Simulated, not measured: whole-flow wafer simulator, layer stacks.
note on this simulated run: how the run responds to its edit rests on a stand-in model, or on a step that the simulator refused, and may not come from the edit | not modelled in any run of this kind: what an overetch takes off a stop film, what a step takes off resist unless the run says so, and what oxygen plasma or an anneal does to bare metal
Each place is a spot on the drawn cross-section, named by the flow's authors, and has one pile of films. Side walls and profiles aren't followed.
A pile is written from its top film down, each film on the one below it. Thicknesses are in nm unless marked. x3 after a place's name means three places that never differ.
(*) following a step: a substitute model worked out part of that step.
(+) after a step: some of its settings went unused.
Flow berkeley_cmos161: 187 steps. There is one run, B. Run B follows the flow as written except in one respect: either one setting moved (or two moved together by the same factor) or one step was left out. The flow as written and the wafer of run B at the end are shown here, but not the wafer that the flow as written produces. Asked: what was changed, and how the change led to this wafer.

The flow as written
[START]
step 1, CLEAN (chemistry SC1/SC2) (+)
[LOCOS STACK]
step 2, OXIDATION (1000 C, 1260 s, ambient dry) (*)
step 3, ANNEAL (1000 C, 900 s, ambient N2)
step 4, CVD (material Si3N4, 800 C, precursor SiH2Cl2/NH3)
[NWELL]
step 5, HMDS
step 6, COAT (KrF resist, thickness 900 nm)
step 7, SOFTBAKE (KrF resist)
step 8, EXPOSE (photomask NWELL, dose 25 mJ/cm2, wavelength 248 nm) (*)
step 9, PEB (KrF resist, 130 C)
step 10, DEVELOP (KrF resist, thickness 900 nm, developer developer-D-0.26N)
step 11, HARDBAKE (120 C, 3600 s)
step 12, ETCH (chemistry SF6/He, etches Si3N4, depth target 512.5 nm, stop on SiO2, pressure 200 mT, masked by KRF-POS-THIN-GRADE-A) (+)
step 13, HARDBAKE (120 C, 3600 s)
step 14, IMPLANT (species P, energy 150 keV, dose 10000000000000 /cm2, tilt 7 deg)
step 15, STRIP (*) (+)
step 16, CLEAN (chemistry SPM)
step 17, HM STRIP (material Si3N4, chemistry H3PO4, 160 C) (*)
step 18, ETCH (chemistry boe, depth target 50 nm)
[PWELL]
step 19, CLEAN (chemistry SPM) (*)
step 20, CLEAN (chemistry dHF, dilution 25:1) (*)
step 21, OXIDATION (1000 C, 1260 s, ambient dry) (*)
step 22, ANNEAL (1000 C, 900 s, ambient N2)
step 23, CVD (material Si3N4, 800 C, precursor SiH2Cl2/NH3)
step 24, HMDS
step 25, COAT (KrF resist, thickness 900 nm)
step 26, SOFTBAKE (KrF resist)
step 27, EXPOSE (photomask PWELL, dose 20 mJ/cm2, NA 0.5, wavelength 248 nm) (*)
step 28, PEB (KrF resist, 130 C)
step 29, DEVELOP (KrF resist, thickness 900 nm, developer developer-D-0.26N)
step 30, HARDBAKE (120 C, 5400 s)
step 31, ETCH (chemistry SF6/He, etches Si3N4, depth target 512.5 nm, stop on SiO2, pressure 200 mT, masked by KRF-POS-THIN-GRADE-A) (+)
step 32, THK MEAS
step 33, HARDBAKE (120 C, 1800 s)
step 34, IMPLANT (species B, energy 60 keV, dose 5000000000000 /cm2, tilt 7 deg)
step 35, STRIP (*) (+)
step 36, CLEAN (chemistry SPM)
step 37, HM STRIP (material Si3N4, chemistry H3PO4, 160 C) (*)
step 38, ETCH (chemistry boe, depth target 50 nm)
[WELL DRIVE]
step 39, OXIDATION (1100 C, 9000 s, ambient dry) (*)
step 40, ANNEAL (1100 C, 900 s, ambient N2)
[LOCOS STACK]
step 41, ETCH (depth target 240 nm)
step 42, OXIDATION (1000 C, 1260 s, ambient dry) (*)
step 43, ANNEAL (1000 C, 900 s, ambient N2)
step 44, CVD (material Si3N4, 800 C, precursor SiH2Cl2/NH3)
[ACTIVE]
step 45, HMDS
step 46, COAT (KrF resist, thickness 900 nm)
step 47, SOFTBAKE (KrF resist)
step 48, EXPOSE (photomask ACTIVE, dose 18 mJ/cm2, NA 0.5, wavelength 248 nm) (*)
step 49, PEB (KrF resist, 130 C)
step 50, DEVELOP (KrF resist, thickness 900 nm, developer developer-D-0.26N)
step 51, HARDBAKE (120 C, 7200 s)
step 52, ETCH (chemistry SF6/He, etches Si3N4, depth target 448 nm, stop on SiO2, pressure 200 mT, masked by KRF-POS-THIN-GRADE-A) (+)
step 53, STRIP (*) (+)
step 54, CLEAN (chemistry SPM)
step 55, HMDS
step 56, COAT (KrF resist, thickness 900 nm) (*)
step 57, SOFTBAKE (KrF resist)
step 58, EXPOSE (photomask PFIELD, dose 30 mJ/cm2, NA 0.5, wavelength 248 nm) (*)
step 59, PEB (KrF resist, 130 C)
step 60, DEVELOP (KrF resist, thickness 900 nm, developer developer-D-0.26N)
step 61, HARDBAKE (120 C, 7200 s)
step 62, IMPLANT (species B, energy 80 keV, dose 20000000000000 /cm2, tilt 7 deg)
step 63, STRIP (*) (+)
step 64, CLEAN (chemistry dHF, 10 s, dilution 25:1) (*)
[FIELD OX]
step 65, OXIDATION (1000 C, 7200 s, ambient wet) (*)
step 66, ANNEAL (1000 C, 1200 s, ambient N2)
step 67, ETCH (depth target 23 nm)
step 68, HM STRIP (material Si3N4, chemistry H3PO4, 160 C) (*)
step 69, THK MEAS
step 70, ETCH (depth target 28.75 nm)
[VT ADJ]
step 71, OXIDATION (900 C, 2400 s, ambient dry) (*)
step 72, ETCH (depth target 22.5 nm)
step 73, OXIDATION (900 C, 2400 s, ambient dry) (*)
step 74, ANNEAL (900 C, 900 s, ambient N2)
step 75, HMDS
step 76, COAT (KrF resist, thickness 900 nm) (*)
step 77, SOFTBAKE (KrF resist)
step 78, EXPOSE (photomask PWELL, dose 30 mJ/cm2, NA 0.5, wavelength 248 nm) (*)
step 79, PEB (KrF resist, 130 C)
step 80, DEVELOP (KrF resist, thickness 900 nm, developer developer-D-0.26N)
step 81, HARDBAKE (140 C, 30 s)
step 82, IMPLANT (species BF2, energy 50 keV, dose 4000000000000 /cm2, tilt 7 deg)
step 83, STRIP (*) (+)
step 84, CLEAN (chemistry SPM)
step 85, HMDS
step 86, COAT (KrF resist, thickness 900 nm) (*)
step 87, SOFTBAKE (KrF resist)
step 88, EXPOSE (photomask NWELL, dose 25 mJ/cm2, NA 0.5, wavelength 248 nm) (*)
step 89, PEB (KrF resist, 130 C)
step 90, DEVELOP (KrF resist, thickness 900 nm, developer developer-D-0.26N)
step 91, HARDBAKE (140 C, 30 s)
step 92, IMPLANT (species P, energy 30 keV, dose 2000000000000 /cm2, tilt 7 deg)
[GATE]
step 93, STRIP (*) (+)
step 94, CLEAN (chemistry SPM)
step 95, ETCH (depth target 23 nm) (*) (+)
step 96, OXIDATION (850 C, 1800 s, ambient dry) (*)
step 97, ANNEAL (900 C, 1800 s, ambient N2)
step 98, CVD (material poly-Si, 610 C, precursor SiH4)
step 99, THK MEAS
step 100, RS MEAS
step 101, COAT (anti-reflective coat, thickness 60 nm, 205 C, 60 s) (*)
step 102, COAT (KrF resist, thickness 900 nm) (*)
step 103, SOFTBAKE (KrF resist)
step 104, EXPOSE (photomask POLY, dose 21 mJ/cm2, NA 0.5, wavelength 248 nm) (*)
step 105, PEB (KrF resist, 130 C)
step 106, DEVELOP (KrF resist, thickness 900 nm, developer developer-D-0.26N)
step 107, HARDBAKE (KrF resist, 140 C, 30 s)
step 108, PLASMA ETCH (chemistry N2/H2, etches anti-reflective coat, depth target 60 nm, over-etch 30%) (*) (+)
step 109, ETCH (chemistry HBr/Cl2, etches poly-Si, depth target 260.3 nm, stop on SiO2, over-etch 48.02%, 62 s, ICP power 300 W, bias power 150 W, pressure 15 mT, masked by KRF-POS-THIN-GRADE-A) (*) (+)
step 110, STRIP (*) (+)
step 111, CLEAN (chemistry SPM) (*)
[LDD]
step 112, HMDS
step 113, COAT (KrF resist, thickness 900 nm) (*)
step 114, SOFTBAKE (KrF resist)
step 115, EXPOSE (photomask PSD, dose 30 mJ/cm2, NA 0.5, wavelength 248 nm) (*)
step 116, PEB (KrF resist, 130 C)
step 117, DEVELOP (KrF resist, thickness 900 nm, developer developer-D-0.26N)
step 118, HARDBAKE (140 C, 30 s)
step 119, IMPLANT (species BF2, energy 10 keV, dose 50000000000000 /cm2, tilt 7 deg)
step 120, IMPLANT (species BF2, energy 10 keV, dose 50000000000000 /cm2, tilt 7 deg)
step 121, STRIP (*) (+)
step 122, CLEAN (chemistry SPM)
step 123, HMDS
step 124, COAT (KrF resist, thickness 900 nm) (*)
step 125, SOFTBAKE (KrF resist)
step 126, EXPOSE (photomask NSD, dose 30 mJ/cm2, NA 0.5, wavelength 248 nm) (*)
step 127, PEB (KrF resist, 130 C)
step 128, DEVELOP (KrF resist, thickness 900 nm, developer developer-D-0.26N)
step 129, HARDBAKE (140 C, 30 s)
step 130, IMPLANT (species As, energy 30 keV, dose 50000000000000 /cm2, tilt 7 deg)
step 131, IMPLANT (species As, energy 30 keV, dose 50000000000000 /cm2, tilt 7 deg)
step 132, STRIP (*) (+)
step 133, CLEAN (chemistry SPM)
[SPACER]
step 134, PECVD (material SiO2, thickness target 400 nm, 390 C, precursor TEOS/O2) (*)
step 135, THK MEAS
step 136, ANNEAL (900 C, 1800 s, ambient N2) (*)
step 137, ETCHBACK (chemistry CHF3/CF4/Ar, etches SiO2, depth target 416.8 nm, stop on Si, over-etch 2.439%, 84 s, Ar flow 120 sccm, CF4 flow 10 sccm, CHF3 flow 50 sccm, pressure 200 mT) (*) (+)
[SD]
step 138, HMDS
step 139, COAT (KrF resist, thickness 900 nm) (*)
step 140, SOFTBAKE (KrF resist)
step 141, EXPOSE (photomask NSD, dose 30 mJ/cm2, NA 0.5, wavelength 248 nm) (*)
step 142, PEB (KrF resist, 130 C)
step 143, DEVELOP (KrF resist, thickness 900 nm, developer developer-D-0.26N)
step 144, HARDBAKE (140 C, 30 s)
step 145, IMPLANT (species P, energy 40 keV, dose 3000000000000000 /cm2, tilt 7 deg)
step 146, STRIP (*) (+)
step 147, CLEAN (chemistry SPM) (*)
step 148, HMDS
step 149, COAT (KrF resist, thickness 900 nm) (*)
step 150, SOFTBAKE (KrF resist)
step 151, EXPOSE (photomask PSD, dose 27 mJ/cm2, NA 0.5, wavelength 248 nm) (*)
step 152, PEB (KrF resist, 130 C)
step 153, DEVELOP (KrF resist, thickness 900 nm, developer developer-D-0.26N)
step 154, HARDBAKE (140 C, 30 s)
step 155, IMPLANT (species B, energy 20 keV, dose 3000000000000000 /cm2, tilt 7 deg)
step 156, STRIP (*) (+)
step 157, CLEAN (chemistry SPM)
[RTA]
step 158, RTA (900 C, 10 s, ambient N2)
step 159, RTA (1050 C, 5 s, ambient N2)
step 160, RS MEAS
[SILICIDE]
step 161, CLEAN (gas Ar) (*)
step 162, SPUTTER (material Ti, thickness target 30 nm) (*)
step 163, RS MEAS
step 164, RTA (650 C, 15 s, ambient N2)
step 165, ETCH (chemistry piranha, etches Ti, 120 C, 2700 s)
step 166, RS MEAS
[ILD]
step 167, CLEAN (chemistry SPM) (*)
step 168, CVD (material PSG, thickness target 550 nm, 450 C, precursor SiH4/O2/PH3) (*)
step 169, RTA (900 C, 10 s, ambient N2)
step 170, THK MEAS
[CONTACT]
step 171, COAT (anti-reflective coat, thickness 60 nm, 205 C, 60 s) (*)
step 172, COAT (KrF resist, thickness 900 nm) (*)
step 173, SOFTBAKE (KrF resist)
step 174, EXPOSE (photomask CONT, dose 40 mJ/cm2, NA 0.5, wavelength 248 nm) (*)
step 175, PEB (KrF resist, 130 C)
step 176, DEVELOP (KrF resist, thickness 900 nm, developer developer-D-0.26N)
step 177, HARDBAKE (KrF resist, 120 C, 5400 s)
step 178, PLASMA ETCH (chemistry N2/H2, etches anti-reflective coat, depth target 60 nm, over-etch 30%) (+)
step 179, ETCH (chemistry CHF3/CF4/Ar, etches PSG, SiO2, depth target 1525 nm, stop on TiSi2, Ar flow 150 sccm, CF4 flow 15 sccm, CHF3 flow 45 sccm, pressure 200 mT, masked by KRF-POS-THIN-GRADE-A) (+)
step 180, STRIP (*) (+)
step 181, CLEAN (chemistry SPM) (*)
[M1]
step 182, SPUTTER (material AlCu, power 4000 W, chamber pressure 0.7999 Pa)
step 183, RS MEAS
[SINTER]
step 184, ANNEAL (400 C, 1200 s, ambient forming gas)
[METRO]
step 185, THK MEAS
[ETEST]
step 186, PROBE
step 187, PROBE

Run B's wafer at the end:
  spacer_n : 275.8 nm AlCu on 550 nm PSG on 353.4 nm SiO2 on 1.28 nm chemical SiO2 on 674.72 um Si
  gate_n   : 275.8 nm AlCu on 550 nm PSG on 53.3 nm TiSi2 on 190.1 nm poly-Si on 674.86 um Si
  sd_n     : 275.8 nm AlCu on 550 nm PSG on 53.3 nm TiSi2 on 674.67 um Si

The reason: step 96, OXIDATION: 850 C, 1800 s, ambient dry (*), was not run.

The path from the change to this, step by step:
  step 101, COAT (anti-reflective coat, thickness 60 nm, 205 C, 60 s) (*)
      spacer_n: +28 anti-reflective coat (new film) (in the flow as written it would be: +28.7 anti-reflective coat (new film))
      gate_n: +23 anti-reflective coat (new film) (in the flow as written it would be: +23.7 anti-reflective coat (new film))
  step 108, PLASMA ETCH (chemistry N2/H2, etches anti-reflective coat, depth target 60 nm, over-etch 30%) (*) (+)
      spacer_n: -28 anti-reflective coat (all of it), -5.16 poly-Si (in the flow as written it would be: -28.7 anti-reflective coat (all of it), -5.05 poly-Si)
  step 109, ETCH (chemistry HBr/Cl2, etches poly-Si, depth target 260.3 nm, stop on SiO2, over-etch 48.02%, 62 s, ICP power 300 W, bias power 150 W, pressure 15 mT, masked by KRF-POS-THIN-GRADE-A) (*) (+)
      sd_n: -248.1 poly-Si (all of it), -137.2 Si (in the flow as written it would be: -248.1 poly-Si (all of it), -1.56 SiO2)
      spacer_n: -244.3 poly-Si (all of it), -141 Si (in the flow as written it would be: -244.4 poly-Si (all of it), -1.85 SiO2)
      (also at 4 further places)
  step 110, STRIP (*) (+)
      sd_n, spacer_n, sd_p, spacer_p, contact, m1: +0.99 chemical SiO2 (new film), -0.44 Si (in the flow as written it would be: nothing)
      gate_n: +0.75 chemical SiO2 (new film), -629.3 KrF resist (all of it), -23 anti-reflective coat (all of it), -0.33 poly-Si (in the flow as written it would be: +0.75 chemical SiO2 (new film), -626.8 KrF resist (all of it), -23.7 anti-reflective coat (all of it), -0.33 poly-Si)
  step 113, COAT (KrF resist, thickness 900 nm) (*)
      field: +808.7 KrF resist (new film) (in the flow as written it would be: +843.2 KrF resist (new film))
      sd_n: +1092.2 KrF resist (new film) (in the flow as written it would be: +1019.8 KrF resist (new film))
      (also at 7 further places)
  step 117, DEVELOP (KrF resist, thickness 900 nm, developer developer-D-0.26N)
      sd_p: -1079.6 KrF resist (all of it) (in the flow as written it would be: -1011.9 KrF resist (all of it))
      spacer_p: -1075.5 KrF resist (all of it) (in the flow as written it would be: -1009 KrF resist (all of it))
      (also at 1 further place)
  step 118, HARDBAKE (140 C, 30 s)
      field: -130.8 KrF resist (in the flow as written it would be: -136.4 KrF resist)
      sd_n: -176.6 KrF resist (in the flow as written it would be: -165 KrF resist)
      (also at 4 further places)
  step 121, STRIP (*) (+)
      sd_n: -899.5 KrF resist (all of it), +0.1 chemical SiO2 (in the flow as written it would be: -839 KrF resist (all of it))
      spacer_n: -892.4 KrF resist (all of it), +0.1 chemical SiO2 (in the flow as written it would be: -834.3 KrF resist (all of it))
      (also at 4 further places)
  step 124, COAT (KrF resist, thickness 900 nm) (*)
      field: +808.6 KrF resist (new film) (in the flow as written it would be: +843.7 KrF resist (new film))
      sd_n: +1092.2 KrF resist (new film) (in the flow as written it would be: +1019.9 KrF resist (new film))
      (also at 7 further places)
  step 128, DEVELOP (KrF resist, thickness 900 nm, developer developer-D-0.26N)
      sd_n: -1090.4 KrF resist (all of it) (in the flow as written it would be: -1018.2 KrF resist (all of it))
      spacer_n: -1081.7 KrF resist (all of it) (in the flow as written it would be: -1012.7 KrF resist (all of it))
      (also at 2 further places)
  step 129, HARDBAKE (140 C, 30 s)
      field: -130.8 KrF resist (in the flow as written it would be: -136.5 KrF resist)
      sd_p: -174.9 KrF resist (in the flow as written it would be: -164 KrF resist)
      (also at 3 further places)
  step 132, STRIP (*) (+)
      sd_p: -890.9 KrF resist (all of it), +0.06 chemical SiO2 (in the flow as written it would be: -833.7 KrF resist (all of it))
      spacer_p: -887.4 KrF resist (all of it), +0.06 chemical SiO2 (in the flow as written it would be: -831.4 KrF resist (all of it))
      (also at 3 further places)
  step 134, PECVD (material SiO2, thickness target 400 nm, 390 C, precursor TEOS/O2) (*)
      sd_n, contact, m1: +400 SiO2 (new film) (in the flow as written it would be: +400 SiO2)
      spacer_n, spacer_p: +375.6 SiO2 (new film) (in the flow as written it would be: +385 SiO2)
      (also at 1 further place)
  step 137, ETCHBACK (chemistry CHF3/CF4/Ar, etches SiO2, depth target 416.8 nm, stop on Si, over-etch 2.439%, 84 s, Ar flow 120 sccm, CF4 flow 10 sccm, CHF3 flow 50 sccm, pressure 200 mT) (*) (+)
      spacer_n, spacer_p: nothing (in the flow as written it would be: -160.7 SiO2)
      sd_n: -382 SiO2 (all of it), -1.28 chemical SiO2 (all of it) (in the flow as written it would be: -387.9 SiO2 (all of it))
      (also at 3 further places)
  step 139, COAT (KrF resist, thickness 900 nm) (*)
      field: +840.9 KrF resist (new film) (in the flow as written it would be: +863.9 KrF resist (new film))
      sd_n: +1089.3 KrF resist (new film) (in the flow as written it would be: +1008.1 KrF resist (new film))
      (also at 7 further places)
  step 143, DEVELOP (KrF resist, thickness 900 nm, developer developer-D-0.26N)
      sd_n: -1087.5 KrF resist (all of it) (in the flow as written it would be: -1006.5 KrF resist (all of it))
      spacer_n: -762.3 KrF resist (all of it) (in the flow as written it would be: -815.5 KrF resist (all of it))
      (also at 2 further places)
  ... another 12 steps ...
  step 182, SPUTTER (material AlCu, power 4000 W, chamber pressure 0.7999 Pa)
      sd_p: +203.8 AlCu (new film) (in the flow as written it would be: +234.7 AlCu (new film))
